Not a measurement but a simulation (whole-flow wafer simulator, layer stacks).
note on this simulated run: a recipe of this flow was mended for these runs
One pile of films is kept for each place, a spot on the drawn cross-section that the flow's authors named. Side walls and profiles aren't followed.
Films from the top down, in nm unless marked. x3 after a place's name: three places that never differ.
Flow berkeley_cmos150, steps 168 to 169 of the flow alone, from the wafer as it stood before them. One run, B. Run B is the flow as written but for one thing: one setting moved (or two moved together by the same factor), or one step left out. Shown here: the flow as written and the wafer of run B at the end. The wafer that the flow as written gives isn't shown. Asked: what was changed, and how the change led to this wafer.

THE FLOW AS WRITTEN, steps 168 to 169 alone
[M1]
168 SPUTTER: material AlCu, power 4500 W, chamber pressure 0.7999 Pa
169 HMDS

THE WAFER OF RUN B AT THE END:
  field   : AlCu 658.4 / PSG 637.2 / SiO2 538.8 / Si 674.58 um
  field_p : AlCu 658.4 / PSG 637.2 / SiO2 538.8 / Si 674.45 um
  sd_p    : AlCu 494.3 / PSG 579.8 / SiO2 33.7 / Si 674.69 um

The cause: step 168, SPUTTER: power 4740 W was run, where the flow has power 4500 W.

How the change led to this, step by step:
  168 SPUTTER: material AlCu, power 4500 W, chamber pressure 0.7999 Pa
      field, sd_n, gate_n, gate_p, m1: AlCu +658.4 (new film) (as written it would be: AlCu +626.1 (new film))
      field_p: AlCu +658.4 (new film) (as written it would be: AlCu +619.8 (new film))
      (and at 2 more places)
